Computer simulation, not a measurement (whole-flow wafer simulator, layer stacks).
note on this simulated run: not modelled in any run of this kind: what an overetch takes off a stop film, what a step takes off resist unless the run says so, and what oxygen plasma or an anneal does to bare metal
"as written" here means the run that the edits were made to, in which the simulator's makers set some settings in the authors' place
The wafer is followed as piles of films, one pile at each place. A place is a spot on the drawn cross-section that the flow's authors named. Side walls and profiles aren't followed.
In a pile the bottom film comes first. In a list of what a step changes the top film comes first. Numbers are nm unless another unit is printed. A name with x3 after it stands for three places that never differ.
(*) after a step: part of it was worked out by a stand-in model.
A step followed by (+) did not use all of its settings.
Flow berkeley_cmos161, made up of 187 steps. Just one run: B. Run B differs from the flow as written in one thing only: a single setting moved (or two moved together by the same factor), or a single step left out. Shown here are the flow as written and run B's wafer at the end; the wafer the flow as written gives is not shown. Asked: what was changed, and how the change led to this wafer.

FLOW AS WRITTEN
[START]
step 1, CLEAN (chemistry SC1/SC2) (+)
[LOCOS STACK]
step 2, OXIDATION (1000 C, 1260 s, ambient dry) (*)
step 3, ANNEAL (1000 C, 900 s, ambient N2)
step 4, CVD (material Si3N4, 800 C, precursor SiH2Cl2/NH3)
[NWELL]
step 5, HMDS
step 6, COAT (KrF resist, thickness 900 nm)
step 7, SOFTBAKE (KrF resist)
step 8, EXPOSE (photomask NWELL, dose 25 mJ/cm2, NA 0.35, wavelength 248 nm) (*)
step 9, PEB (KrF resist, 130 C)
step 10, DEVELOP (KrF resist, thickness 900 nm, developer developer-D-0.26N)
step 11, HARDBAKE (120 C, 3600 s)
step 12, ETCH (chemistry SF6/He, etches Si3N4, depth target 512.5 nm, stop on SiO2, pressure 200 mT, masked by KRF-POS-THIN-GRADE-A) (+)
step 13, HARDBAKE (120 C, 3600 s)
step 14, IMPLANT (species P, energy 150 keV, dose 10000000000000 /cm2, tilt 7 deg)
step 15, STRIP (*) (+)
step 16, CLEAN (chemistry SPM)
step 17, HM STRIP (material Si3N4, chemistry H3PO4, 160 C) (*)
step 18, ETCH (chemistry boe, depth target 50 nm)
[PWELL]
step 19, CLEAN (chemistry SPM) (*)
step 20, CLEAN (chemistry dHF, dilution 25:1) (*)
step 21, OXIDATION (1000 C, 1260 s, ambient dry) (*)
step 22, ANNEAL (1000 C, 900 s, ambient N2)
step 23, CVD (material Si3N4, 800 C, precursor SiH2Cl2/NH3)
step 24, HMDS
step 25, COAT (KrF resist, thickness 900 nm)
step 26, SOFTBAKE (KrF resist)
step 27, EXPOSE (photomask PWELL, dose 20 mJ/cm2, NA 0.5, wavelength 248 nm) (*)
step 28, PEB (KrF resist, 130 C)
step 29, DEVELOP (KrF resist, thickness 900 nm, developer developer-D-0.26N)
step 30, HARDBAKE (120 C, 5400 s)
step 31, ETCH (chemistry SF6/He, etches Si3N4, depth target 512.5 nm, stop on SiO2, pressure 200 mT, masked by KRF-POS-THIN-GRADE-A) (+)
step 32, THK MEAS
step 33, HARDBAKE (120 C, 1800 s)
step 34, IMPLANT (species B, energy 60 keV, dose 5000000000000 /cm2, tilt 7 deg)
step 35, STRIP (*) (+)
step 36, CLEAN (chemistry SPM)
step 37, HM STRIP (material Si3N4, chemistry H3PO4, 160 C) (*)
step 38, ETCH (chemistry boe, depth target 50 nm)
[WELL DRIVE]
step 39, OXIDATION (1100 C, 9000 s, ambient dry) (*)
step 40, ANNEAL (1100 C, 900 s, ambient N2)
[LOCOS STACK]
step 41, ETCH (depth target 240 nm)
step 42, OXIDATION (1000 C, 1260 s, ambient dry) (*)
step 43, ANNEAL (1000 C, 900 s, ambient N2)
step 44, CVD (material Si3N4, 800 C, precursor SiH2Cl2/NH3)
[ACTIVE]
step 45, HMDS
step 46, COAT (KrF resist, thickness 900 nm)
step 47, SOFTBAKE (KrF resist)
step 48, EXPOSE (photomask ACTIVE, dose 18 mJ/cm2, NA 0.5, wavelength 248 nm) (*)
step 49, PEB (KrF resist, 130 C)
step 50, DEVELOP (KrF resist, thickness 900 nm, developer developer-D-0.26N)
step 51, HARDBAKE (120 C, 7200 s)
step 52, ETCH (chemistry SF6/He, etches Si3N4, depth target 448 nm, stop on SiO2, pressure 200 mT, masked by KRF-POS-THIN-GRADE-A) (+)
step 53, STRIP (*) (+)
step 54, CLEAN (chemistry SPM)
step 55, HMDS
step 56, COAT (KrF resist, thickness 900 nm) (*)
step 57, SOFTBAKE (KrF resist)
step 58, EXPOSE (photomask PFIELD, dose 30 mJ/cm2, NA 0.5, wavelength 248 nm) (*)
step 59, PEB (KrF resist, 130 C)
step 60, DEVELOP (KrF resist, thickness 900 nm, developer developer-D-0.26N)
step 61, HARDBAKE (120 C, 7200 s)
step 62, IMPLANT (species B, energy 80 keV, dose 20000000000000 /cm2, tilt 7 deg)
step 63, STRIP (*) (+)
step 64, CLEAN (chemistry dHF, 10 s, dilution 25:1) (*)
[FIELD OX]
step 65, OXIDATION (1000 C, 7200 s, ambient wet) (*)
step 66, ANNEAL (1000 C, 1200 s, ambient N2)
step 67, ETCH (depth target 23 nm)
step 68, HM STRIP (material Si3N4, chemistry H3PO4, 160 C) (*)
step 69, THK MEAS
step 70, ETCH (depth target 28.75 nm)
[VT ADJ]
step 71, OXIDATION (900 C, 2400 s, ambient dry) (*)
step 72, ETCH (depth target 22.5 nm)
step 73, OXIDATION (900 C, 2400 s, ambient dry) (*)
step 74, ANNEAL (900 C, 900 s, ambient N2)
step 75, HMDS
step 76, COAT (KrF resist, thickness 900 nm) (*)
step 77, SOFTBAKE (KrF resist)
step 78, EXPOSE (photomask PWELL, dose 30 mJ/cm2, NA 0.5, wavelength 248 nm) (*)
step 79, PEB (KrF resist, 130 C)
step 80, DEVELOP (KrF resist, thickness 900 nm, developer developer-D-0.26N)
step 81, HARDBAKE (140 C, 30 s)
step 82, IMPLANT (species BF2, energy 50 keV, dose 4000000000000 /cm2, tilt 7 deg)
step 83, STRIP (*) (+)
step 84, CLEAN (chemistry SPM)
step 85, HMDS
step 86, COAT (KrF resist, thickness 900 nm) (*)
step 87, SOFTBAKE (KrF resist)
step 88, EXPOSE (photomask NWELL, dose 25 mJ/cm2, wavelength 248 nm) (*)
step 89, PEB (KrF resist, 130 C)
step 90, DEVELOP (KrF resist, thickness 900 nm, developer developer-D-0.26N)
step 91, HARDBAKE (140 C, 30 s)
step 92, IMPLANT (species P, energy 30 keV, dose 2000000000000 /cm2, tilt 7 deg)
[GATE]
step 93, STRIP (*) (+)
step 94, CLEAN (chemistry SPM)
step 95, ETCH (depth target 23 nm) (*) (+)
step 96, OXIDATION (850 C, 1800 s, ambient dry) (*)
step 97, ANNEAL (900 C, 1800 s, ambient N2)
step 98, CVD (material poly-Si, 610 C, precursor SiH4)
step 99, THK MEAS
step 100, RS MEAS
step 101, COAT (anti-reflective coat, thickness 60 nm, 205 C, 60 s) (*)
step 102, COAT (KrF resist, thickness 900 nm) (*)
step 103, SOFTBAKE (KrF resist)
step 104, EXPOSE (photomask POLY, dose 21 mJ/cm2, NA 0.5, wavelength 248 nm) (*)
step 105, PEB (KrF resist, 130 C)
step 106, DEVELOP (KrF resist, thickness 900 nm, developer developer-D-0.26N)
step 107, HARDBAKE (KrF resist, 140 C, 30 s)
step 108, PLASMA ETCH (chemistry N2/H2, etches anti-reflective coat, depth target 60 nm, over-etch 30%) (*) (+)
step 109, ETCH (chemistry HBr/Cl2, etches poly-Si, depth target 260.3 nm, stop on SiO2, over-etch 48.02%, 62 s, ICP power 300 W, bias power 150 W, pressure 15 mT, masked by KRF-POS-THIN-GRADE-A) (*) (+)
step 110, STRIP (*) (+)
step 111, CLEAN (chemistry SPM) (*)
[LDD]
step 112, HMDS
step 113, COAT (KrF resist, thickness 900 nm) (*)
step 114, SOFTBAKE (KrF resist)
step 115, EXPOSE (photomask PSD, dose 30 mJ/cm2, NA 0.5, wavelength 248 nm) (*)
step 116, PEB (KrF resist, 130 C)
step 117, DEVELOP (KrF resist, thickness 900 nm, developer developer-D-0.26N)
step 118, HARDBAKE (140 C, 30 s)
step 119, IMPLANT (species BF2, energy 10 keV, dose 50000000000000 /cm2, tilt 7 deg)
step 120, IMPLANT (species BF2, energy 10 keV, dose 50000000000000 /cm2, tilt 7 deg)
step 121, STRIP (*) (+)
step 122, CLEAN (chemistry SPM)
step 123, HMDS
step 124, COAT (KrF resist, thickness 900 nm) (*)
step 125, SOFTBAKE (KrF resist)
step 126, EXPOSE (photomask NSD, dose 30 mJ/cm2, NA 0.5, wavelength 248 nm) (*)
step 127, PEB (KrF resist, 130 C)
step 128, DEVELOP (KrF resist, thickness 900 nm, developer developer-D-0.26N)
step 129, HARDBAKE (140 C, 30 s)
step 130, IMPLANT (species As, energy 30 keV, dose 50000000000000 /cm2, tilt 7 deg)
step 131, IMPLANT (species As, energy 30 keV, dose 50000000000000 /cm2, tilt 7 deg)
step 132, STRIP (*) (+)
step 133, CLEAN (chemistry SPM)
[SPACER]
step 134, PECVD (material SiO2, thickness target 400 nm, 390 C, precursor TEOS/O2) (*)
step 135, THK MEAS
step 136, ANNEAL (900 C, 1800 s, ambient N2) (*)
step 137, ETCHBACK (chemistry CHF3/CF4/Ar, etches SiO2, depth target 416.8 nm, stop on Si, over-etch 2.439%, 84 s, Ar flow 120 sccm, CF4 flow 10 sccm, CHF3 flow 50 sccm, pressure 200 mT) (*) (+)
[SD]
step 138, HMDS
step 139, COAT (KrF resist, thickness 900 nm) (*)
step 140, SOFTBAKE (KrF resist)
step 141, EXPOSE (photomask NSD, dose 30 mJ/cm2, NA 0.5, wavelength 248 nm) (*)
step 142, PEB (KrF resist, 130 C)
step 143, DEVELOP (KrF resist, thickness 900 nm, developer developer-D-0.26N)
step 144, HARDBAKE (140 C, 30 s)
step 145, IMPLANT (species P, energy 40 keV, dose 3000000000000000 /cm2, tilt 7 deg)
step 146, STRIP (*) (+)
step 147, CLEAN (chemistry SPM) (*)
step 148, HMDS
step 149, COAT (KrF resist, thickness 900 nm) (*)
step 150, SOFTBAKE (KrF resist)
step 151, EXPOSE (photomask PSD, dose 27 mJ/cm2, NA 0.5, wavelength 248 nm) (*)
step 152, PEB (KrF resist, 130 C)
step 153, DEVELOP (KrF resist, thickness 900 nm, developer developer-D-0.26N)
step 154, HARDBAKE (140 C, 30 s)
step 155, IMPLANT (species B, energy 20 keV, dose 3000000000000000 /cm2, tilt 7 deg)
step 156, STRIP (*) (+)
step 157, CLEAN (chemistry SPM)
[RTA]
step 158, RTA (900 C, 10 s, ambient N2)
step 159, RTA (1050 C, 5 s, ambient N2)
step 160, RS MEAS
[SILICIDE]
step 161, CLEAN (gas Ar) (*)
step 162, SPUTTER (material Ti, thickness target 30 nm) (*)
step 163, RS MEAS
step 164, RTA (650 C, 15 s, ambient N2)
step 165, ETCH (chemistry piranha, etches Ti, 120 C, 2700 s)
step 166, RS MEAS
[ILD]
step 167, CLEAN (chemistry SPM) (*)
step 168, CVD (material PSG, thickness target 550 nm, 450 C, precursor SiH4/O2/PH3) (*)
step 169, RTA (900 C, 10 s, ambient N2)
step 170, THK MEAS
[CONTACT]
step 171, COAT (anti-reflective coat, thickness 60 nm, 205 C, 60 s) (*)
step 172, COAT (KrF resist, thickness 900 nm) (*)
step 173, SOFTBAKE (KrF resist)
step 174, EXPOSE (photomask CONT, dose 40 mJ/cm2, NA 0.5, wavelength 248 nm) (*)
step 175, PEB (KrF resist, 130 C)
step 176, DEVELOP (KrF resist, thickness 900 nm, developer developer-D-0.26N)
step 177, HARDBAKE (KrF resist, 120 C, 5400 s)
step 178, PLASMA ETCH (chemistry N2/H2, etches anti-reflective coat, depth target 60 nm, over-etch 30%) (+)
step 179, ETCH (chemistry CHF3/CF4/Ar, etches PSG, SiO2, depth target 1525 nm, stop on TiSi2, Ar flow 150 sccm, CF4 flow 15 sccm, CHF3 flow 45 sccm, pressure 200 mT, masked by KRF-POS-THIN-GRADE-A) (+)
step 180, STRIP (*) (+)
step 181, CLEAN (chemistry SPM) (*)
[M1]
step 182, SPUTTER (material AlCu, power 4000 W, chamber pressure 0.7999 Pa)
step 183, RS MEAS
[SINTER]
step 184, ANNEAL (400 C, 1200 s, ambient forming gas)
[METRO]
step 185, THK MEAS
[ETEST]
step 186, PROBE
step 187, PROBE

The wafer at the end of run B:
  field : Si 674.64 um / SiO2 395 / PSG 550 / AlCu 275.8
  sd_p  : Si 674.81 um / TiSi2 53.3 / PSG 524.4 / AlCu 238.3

What caused this: step 72, ETCH: depth target 36 nm was run, while the flow as written has depth target 22.5 nm.

How this came from the change, step by step:
  step 72, ETCH (depth target 22.5 nm)
      field: SiO2 loses 36 (in the flow as written it would be: SiO2 loses 22.5)
  step 101, COAT (anti-reflective coat, thickness 60 nm, 205 C, 60 s) (*)
      sd_n: anti-reflective coat gains 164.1 (new film) (in the flow as written it would be: anti-reflective coat gains 173.5 (new film))
      spacer_n: anti-reflective coat gains 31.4 (new film) (in the flow as written it would be: anti-reflective coat gains 28.7 (new film))
      (and at 5 other places as well)
  step 108, PLASMA ETCH (chemistry N2/H2, etches anti-reflective coat, depth target 60 nm, over-etch 30%) (*) (+)
      sd_n: anti-reflective coat loses 164.1 (all of it), poly-Si loses 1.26 (in the flow as written it would be: anti-reflective coat loses 173.5 (all of it), poly-Si loses 1.33)
      spacer_n: anti-reflective coat loses 31.4 (all of it), poly-Si loses 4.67 (in the flow as written it would be: anti-reflective coat loses 28.7 (all of it), poly-Si loses 5.05)
      (and at 3 other places as well)
  step 110, STRIP (*) (+)
      gate_n: chemical SiO2 gains 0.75 (new film), KrF resist loses 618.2 (all of it), anti-reflective coat loses 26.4 (all of it), poly-Si loses 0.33 (in the flow as written it would be: chemical SiO2 gains 0.75 (new film), KrF resist loses 626.8 (all of it), anti-reflective coat loses 23.7 (all of it), poly-Si loses 0.33)
      gate_p: chemical SiO2 gains 0.75 (new film), KrF resist loses 592.8 (all of it), anti-reflective coat loses 29.5 (all of it), poly-Si loses 0.33 (in the flow as written it would be: chemical SiO2 gains 0.75 (new film), KrF resist loses 598.2 (all of it), anti-reflective coat loses 27.9 (all of it), poly-Si loses 0.33)
  step 171, COAT (anti-reflective coat, thickness 60 nm, 205 C, 60 s) (*)
      sd_n: anti-reflective coat gains 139 (new film) (in the flow as written it would be: anti-reflective coat gains 149.7 (new film))
      spacer_n: anti-reflective coat gains 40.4 (new film) (in the flow as written it would be: anti-reflective coat gains 41.3 (new film))
      (and at 1 other place as well)
  step 180, STRIP (*) (+)
      sd_n: KrF resist loses 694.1 (all of it), anti-reflective coat loses 139 (all of it) (in the flow as written it would be: KrF resist loses 692.5 (all of it), anti-reflective coat loses 149.7 (all of it))
      spacer_n: KrF resist loses 626.7 (all of it), anti-reflective coat loses 40.4 (all of it) (in the flow as written it would be: KrF resist loses 635.2 (all of it), anti-reflective coat loses 41.3 (all of it))
      (and at 1 other place as well)
